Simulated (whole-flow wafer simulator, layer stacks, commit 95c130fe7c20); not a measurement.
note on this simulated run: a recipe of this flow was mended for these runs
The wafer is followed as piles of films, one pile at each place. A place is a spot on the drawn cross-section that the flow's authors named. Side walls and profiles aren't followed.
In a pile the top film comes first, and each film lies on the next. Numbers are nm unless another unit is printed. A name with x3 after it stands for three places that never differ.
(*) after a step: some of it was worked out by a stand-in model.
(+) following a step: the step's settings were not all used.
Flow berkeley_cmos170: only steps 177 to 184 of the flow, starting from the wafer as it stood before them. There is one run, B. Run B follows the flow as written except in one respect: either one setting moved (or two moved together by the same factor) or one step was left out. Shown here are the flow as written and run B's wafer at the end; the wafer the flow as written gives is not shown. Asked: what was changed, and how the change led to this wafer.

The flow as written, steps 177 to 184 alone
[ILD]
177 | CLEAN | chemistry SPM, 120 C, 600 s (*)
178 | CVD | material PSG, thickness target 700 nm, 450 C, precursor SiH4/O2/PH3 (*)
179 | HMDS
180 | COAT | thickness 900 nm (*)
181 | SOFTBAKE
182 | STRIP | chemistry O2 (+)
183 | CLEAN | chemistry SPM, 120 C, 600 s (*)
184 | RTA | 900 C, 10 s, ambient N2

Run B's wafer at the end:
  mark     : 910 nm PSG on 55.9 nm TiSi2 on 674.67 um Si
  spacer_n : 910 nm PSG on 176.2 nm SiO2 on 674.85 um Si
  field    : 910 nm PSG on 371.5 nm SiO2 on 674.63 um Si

Cause: step 178, CVD: thickness target 910 nm was run, while the flow as written has thickness target 700 nm.
The wafer itself shows it: mark has PSG 910, and step 178 as written asks for 700 nm.

How this came from the change, step by step:
  178 | CVD | material PSG, thickness target 700 nm, 450 C, precursor SiH4/O2/PH3 (*)
      field, mark, sd_n and 10 more: PSG gains 910 (new film) (in the flow as written it would be: PSG gains 700 (new film))
